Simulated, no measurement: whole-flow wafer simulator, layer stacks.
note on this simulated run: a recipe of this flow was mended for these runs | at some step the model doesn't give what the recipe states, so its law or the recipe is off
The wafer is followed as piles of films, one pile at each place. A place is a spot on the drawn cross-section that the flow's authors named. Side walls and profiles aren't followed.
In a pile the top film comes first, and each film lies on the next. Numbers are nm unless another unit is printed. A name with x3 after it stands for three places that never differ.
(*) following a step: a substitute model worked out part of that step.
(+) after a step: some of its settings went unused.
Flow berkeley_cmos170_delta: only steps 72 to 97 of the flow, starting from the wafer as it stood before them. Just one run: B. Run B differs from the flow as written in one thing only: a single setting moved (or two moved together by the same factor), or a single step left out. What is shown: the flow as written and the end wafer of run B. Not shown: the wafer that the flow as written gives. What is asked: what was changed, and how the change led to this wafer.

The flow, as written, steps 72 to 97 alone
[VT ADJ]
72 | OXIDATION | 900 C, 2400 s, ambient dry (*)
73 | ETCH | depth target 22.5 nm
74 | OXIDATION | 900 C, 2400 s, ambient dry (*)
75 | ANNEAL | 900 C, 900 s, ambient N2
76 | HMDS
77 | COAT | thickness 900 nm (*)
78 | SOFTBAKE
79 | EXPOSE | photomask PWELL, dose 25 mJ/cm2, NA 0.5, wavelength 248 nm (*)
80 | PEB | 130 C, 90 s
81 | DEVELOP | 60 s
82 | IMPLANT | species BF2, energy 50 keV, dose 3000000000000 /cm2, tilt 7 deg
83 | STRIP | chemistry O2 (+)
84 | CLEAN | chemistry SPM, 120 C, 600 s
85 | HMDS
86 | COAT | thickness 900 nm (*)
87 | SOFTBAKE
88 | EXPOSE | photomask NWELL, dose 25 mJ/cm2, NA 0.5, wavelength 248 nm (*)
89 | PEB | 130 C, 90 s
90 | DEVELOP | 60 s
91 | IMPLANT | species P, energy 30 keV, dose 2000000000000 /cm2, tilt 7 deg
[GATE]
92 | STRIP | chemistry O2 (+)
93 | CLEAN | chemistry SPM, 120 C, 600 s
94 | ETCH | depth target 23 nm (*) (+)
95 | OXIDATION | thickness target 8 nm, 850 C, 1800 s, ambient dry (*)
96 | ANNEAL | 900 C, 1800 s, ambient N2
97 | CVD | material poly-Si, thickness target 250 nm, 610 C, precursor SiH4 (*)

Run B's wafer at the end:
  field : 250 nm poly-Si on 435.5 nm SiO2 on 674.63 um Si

What caused this: step 73, ETCH: depth target 36 nm was run, while the flow as written has depth target 22.5 nm.

The path from the change to this, step by step:
  73 | ETCH | depth target 22.5 nm
      field: -36 SiO2 (as written it would have been: -22.5 SiO2)
